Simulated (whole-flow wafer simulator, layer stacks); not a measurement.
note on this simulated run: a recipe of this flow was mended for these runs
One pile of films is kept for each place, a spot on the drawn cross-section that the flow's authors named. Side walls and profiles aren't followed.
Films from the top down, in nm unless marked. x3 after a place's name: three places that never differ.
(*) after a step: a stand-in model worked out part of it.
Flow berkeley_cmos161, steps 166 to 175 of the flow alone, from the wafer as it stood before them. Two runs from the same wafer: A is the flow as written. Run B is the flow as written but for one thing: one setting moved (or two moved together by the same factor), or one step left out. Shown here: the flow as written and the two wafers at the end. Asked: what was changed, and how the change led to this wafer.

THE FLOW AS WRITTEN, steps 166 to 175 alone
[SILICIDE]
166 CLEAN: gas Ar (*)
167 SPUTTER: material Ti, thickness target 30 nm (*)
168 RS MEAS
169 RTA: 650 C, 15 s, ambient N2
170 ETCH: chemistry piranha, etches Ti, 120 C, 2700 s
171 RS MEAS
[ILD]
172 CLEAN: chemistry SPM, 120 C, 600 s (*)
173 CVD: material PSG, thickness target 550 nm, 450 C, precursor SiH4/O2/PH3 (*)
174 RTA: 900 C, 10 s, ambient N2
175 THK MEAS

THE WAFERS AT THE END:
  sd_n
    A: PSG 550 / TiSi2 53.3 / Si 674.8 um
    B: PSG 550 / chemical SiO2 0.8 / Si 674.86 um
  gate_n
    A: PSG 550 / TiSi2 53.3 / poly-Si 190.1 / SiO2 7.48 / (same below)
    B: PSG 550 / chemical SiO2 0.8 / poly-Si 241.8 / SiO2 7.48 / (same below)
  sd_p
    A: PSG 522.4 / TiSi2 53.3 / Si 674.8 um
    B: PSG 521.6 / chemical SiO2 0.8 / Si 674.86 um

The cause: step 169, RTA: 650 C, 15 s, ambient N2, was left out.

How the change led to this, step by step:
  170 ETCH: chemistry piranha, etches Ti, 120 C, 2700 s
      sd_n, gate_n, sd_p, gate_p, contact x2: A Ti -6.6 (all of it), TiSi first -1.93 | B Ti -30 (all of it)
  172 CLEAN: chemistry SPM, 120 C, 600 s (*)
      sd_n, sd_p, contact x2: A nothing | B chemical SiO2 +0.8 (new film), Si -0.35
      gate_n, gate_p: A nothing | B chemical SiO2 +0.8 (new film), poly-Si -0.35
  174 RTA: 900 C, 10 s, ambient N2
      sd_n, sd_p, contact x2: A under 1 film: TiSi2 +53.3 (new film), TiSi first -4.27 (all of it), TiSi2 C49 -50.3 (all of it), Si -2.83 | B nothing
      gate_n, gate_p: A under 1 film: TiSi2 +53.3 (new film), TiSi first -4.27 (all of it), TiSi2 C49 -50.3 (all of it), poly-Si -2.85 | B nothing
